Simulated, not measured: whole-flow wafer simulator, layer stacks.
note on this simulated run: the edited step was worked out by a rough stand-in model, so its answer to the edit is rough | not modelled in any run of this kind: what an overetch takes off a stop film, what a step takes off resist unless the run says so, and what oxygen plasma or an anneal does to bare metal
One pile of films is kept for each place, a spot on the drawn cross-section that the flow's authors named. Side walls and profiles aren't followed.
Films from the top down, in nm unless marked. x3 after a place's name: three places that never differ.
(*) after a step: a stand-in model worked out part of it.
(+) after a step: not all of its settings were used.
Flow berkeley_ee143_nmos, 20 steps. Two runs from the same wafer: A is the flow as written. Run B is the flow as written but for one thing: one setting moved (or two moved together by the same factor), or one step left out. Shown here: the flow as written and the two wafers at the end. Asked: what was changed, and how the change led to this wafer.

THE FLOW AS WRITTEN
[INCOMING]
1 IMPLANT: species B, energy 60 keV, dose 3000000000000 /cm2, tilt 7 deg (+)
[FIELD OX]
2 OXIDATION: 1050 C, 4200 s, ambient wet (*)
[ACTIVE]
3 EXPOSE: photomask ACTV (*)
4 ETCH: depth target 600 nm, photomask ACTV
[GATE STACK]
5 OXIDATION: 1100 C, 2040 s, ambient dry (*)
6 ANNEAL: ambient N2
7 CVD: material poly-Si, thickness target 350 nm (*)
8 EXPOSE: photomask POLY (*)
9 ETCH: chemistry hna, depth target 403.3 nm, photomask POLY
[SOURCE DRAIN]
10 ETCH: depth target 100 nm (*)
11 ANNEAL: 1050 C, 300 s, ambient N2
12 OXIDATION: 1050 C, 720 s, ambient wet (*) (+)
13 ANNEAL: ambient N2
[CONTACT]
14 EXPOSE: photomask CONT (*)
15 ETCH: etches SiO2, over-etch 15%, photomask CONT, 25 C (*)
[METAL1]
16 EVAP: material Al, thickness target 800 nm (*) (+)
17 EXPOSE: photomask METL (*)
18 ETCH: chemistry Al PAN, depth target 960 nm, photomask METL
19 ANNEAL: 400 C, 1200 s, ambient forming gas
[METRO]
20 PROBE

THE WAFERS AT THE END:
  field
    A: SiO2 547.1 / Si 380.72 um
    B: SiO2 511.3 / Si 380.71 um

The cause: step 10, ETCH: depth target 140 nm was run, where the flow has depth target 100 nm.

How the change led to this, step by step:
  10 ETCH: depth target 100 nm (*)
      field: A SiO2 -100 | B SiO2 -140
  12 OXIDATION: 1050 C, 720 s, ambient wet (*) (+)
      field: A SiO2 +69.1, Si -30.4 | B SiO2 +73.3, Si -32.3
